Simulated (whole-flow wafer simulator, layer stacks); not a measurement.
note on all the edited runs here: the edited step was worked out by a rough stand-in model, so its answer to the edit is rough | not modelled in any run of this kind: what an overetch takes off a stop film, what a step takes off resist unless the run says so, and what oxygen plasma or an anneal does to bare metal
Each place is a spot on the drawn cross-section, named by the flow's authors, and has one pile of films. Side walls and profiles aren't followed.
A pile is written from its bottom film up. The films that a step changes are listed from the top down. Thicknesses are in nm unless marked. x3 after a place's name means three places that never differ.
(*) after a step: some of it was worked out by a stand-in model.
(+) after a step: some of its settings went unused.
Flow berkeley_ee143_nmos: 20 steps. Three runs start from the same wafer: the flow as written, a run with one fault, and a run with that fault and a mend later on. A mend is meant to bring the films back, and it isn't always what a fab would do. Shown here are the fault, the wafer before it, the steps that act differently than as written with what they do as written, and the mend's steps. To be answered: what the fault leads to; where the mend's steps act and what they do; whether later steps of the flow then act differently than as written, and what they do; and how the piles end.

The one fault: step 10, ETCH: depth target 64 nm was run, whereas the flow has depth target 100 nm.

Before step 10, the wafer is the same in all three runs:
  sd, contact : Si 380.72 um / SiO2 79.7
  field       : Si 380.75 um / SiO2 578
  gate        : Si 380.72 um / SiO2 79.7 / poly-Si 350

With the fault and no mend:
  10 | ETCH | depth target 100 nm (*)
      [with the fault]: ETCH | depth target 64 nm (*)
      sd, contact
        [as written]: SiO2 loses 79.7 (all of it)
        [with the fault]: SiO2 loses 64
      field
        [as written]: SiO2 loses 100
        [with the fault]: SiO2 loses 64
  Steps further on in the flow that do not act as written:
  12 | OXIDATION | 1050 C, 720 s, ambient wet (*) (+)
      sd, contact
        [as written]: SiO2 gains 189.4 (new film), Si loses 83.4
        [with the fault]: SiO2 gains 180.1, Si loses 79.2
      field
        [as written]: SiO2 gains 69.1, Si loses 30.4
        [with the fault]: SiO2 gains 65.7, Si loses 28.9
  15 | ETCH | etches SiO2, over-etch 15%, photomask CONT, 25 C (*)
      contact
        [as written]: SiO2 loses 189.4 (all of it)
        [with the fault]: SiO2 loses 195.7 (all of it)
  By the end, the piles at sd, field depart from the flow's by more than 2% or 0.5 nm, whichever is larger.
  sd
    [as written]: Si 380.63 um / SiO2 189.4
    [with the fault]: Si 380.64 um / SiO2 195.7
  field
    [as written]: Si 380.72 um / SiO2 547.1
    [with the fault]: Si 380.72 um / SiO2 579.7

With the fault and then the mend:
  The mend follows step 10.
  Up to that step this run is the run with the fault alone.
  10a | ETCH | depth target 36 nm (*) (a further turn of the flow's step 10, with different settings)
      sd, contact
        SiO2 loses 15.7 (all of it)
      field
        SiO2 loses 36
  Later steps of the flow that are run all act as written at every place that is followed.
  At every place that both follow, the piles at the end match the flow's.
